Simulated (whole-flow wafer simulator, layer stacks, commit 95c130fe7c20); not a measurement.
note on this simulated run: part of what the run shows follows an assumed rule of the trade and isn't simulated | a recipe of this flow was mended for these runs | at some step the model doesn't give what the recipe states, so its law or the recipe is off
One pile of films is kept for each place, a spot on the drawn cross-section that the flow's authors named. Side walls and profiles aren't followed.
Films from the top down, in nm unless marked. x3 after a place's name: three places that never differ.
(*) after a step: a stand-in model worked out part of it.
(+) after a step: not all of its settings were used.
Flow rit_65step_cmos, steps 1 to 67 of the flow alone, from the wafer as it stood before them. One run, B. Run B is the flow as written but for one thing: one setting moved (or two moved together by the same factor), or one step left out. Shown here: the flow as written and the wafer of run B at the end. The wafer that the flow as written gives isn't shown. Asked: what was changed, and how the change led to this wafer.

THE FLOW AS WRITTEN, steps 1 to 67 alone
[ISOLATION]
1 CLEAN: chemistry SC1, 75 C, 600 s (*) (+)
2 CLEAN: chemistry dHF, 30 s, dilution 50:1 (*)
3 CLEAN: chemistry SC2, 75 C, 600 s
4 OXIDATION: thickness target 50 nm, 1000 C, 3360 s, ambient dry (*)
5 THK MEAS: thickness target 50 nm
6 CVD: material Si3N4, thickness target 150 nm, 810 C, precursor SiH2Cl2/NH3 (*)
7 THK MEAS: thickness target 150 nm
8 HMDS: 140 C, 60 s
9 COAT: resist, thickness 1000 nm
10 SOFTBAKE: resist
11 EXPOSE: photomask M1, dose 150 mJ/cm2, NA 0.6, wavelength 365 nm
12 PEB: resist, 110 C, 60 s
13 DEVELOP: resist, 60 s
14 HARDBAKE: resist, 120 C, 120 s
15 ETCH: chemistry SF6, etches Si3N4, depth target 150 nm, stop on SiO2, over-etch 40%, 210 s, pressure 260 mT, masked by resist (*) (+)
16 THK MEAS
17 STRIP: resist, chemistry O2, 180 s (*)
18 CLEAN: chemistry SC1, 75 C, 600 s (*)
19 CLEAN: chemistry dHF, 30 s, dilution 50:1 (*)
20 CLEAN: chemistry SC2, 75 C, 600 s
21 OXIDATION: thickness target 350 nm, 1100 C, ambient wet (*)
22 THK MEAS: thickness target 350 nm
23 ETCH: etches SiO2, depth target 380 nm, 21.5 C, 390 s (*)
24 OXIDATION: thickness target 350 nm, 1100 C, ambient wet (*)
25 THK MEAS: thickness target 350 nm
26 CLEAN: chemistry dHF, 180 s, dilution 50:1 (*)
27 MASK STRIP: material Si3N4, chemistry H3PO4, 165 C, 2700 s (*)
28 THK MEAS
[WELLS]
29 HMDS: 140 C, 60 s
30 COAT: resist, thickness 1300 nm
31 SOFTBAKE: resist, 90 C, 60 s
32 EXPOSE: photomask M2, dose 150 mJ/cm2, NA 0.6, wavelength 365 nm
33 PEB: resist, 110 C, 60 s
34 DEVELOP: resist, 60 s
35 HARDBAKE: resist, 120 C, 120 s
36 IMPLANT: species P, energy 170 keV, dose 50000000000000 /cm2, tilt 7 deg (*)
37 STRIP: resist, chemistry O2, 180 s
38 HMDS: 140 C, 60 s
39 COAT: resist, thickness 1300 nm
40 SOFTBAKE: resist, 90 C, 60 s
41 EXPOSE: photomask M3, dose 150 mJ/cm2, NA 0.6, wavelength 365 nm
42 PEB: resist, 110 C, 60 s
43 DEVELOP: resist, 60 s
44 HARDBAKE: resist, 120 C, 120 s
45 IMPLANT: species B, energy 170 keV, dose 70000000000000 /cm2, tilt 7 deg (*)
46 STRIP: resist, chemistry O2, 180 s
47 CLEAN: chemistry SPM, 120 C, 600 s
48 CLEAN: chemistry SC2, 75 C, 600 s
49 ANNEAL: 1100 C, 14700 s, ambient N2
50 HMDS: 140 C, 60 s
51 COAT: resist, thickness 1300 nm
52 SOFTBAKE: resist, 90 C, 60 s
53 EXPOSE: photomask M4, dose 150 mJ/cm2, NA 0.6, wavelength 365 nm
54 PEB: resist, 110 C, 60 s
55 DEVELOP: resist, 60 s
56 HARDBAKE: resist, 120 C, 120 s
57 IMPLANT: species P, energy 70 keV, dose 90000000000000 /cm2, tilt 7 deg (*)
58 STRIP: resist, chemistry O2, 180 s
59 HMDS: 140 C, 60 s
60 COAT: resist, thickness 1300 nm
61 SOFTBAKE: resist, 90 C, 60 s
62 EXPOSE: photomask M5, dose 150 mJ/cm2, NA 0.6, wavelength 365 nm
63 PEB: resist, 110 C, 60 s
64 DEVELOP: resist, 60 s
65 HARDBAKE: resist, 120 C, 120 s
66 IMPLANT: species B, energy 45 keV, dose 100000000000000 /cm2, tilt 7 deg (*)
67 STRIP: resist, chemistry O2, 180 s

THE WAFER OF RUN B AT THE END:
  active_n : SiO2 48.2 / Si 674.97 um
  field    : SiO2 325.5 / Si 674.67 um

The cause: step 27, MASK STRIP: 1991 s was run, where the flow has 2700 s.

How the change led to this, step by step:
  27 MASK STRIP: material Si3N4, chemistry H3PO4, 165 C, 2700 s (*)
      active_n, active_p, gate_n and 7 more: Si3N4 -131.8 (all of it), SiO2 -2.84 (as written it would be: Si3N4 -131.8 (all of it), SiO2 -5.64)
      field, field_pw, field_nw, field_p: SiO2 -7.87 (as written it would be: SiO2 -10.7)
